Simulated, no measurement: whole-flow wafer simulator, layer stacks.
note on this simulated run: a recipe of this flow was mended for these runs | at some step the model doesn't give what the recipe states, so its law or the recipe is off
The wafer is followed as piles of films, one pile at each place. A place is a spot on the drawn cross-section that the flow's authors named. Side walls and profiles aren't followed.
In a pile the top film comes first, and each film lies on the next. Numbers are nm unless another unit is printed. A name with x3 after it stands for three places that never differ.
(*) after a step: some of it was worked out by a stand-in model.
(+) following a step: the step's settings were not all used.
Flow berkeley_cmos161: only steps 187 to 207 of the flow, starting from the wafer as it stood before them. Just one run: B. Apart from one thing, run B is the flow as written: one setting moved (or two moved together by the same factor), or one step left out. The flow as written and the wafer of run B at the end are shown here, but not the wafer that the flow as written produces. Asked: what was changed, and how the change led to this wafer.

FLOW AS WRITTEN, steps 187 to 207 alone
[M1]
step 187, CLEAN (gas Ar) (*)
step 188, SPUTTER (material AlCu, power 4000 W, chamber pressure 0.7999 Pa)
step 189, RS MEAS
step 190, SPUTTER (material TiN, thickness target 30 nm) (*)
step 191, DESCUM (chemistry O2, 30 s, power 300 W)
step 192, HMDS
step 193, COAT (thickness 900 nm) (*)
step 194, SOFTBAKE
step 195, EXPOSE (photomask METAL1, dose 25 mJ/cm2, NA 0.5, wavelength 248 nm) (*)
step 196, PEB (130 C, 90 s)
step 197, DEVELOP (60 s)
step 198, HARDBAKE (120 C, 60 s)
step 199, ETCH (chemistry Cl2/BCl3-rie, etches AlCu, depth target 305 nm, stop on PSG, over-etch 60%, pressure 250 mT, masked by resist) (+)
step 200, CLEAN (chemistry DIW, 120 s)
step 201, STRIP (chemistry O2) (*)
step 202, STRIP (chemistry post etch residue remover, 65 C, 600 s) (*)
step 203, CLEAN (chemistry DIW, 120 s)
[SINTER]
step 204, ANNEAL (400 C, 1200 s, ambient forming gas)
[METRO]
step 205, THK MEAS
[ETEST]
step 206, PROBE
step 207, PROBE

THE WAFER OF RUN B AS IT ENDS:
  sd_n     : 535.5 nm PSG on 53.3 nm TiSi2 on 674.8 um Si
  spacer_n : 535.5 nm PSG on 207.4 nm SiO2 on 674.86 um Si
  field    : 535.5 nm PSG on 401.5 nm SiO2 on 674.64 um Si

What caused this: step 190, SPUTTER: thickness target 23 nm was run, while the flow as written has thickness target 30 nm; step 199, ETCH: depth target 232 nm was run, where the flow has depth target 305 nm.

Step by step, how the change led to this:
  step 190, SPUTTER (material TiN, thickness target 30 nm) (*)
      field, sd_n, spacer_n, gate_n, spacer_p, gate_p, m1: TiN gains 23 (new film) (as written it would have been: TiN gains 30 (new film))
      sd_p: TiN gains 20 (new film) (as written it would have been: TiN gains 26.1 (new film))
      (and at 1 other place as well)
  step 199, ETCH (chemistry Cl2/BCl3-rie, etches AlCu, depth target 305 nm, stop on PSG, over-etch 60%, pressure 250 mT, masked by resist) (+)
      field, sd_n, spacer_n, gate_n, spacer_p, gate_p: TiN loses 23 (all of it), AlCu loses 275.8 (all of it), PSG loses 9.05 (as written it would have been: TiN loses 30 (all of it), AlCu loses 275.8 (all of it), PSG loses 22.8)
      contact, m1: KrF-resist loses 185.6 (as written it would have been: KrF-resist loses 244)
      (and at 1 other place as well)
  step 201, STRIP (chemistry O2) (*)
      contact: KrF-resist loses 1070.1 (all of it) (as written it would have been: KrF-resist loses 1013 (all of it))
      m1: KrF-resist loses 595.9 (all of it) (as written it would have been: KrF-resist loses 537.5 (all of it))
